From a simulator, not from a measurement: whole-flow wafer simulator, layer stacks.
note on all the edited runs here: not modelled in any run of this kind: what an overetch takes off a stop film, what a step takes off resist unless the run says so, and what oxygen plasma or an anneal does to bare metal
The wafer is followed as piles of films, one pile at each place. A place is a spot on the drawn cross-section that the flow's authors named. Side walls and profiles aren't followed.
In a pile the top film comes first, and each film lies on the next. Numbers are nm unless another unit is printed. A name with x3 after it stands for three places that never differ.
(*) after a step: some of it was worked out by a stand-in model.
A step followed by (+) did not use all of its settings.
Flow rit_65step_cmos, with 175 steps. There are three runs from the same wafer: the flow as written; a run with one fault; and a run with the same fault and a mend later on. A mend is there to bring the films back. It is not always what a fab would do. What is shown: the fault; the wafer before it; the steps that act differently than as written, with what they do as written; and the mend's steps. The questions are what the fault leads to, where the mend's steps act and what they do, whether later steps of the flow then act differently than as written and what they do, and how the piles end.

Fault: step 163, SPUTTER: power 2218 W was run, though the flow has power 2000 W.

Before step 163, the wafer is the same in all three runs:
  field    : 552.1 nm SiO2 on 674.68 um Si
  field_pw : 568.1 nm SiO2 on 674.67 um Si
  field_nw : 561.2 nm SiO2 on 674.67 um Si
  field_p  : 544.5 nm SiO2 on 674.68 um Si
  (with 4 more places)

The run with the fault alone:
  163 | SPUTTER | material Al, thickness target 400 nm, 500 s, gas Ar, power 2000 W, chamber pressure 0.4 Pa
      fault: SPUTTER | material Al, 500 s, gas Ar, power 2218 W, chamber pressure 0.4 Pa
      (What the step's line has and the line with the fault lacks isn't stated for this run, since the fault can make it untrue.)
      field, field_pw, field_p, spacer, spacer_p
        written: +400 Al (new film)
        fault: +443.6 Al (new film)
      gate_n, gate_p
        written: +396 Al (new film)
        fault: +437.9 Al (new film)
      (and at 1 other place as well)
  Later steps of the flow acting differently than as written (not shown: 3 more steps that differ only slightly, by at most 2% or 0.5 nm, whichever is larger):
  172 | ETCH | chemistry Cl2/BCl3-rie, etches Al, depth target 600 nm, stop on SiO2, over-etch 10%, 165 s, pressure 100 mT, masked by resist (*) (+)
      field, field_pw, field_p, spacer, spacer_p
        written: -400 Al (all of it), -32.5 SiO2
        fault: -443.6 Al (all of it), -27.1 SiO2
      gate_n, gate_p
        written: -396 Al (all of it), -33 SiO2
        fault: -437.9 Al (all of it), -27.8 SiO2
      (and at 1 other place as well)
  When the end is reached, the piles differ only a little from the flow's at the places that both follow, at most by 2% or 0.5 nm, whichever is larger.

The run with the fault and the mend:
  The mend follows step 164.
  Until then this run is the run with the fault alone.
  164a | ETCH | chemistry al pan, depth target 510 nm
      field, field_pw, field_nw, field_p, spacer, spacer_p
        -443.6 Al (all of it)
      gate_n, gate_p
        -437.9 Al (all of it)
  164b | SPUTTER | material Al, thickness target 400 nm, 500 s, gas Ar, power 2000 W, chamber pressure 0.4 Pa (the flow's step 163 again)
      field, field_pw, field_p, spacer, spacer_p
        +400 Al (new film)
      gate_n, gate_p
        +396 Al (new film)
      field_nw
        +397.2 Al (new film)
  None of the later steps of the flow acts differently than as written at any place that is followed.
  At every place that both follow, the piles at the end match the flow's.
